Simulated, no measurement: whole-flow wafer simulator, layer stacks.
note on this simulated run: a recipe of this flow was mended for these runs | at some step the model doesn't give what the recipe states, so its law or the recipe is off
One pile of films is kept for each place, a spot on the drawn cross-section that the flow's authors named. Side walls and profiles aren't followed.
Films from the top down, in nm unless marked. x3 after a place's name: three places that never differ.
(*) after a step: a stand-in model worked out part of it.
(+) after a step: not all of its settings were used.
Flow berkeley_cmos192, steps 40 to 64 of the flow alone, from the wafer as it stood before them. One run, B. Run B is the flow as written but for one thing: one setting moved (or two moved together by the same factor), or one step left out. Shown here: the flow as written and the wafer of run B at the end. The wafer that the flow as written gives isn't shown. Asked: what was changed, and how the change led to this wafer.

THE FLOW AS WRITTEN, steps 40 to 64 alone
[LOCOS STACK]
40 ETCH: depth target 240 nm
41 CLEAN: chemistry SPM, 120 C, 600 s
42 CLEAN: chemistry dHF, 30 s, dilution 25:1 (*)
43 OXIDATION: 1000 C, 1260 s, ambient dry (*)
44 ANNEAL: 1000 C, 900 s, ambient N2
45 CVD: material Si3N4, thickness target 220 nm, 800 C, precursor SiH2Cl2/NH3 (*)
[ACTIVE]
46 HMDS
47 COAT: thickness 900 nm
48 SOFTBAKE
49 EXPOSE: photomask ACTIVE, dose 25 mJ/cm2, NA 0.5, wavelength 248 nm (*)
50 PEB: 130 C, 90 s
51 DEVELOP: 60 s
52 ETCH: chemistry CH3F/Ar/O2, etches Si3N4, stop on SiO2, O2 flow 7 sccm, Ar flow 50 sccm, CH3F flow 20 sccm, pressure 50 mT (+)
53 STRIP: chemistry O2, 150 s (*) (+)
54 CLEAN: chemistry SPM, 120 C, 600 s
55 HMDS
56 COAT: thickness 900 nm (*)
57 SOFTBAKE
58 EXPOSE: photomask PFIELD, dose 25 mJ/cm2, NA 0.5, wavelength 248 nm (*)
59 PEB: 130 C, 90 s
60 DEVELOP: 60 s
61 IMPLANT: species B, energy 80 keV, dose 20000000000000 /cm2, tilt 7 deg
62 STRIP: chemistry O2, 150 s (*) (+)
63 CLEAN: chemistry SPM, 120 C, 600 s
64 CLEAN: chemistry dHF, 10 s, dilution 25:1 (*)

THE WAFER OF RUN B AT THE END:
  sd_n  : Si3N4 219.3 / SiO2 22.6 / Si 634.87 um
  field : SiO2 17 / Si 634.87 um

The cause: step 43, OXIDATION: 929 s was run, where the flow has 1260 s.

How the change led to this, step by step:
  43 OXIDATION: 1000 C, 1260 s, ambient dry (*)
      field, sd_n, spacer_n and 6 more: SiO2 +22.6 (new film), Si -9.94 (as written it would be: SiO2 +26.6 (new film), Si -11.7)
